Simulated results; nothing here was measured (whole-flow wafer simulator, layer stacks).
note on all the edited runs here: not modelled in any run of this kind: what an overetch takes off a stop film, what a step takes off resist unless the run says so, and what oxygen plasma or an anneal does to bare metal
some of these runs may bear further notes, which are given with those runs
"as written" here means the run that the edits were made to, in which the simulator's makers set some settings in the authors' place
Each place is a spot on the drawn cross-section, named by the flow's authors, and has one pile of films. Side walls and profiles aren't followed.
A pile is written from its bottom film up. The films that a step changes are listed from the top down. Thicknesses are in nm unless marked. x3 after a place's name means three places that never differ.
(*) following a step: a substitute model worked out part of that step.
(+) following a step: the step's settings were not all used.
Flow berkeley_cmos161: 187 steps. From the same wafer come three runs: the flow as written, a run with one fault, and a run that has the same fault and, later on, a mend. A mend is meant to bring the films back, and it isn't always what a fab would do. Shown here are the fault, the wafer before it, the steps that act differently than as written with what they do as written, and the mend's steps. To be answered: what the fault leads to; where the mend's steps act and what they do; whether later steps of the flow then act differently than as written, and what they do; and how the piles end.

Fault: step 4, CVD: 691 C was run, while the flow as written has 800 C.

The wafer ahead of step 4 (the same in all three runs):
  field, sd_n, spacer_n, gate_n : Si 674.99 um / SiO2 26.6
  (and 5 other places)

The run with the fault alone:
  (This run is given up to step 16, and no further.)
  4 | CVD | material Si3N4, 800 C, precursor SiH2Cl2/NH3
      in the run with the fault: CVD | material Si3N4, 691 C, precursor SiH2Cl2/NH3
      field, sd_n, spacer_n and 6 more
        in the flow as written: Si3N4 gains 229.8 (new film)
        in the run with the fault: Si3N4 gains 38.1 (new film)
  Steps later in the flow that act otherwise than as written (1 more step, not shown, differs only slightly: by at most 2% or 0.5 nm, whichever is larger):
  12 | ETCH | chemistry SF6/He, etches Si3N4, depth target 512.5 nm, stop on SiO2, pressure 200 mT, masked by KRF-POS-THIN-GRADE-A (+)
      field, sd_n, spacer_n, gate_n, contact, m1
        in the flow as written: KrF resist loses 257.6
        in the run with the fault: KrF resist loses 49.3
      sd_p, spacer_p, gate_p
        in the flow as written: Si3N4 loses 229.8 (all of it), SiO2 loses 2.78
        in the run with the fault: Si3N4 loses 38.1 (all of it), SiO2 loses 2.78
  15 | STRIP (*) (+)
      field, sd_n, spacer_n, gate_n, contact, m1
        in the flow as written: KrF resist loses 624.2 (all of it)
        in the run with the fault: KrF resist loses 832.3 (all of it)
  Once step 16 is done, the piles at field, sd_n, spacer_n, gate_n, contact, m1 depart from the flow's by more than 2% or 0.5 nm, whichever is larger.
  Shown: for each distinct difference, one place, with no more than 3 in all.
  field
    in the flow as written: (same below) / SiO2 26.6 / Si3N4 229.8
    in the run with the fault: (same below) / SiO2 26.6 / Si3N4 38.1

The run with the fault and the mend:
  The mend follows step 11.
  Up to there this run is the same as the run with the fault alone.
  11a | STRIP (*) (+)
      field, sd_n, spacer_n, gate_n, contact, m1
        KrF resist loses 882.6 (all of it)
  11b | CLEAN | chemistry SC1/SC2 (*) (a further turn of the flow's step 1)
      does not change any film at any place that is followed
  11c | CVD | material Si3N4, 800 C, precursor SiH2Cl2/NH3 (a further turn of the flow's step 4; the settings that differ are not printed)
      field, sd_n, spacer_n and 6 more
        Si3N4 gains 191.7
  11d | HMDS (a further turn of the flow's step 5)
      does not change any film at any place that is followed
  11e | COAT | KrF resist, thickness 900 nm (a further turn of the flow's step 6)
      field, sd_n, spacer_n and 6 more
        KrF resist gains 900 (new film)
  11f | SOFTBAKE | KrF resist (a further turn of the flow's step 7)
      does not change any film at any place that is followed
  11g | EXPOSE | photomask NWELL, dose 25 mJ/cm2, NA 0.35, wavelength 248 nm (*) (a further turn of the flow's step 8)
      does not change any film at any place that is followed
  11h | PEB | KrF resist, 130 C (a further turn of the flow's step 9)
      field, sd_n, spacer_n and 6 more
        KrF resist loses 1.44
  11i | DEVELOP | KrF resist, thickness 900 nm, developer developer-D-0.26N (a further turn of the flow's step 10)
      field, sd_n, spacer_n, gate_n, contact, m1
        KrF resist loses 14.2
      sd_p, spacer_p, gate_p
        KrF resist loses 898.6 (all of it)
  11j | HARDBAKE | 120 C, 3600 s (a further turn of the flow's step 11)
      field, sd_n, spacer_n, gate_n, contact, m1
        KrF resist loses 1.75
  Every later step of the flow that is run acts as written at every place that is followed.
  By the end, the piles equal the flow's at every place that both follow.
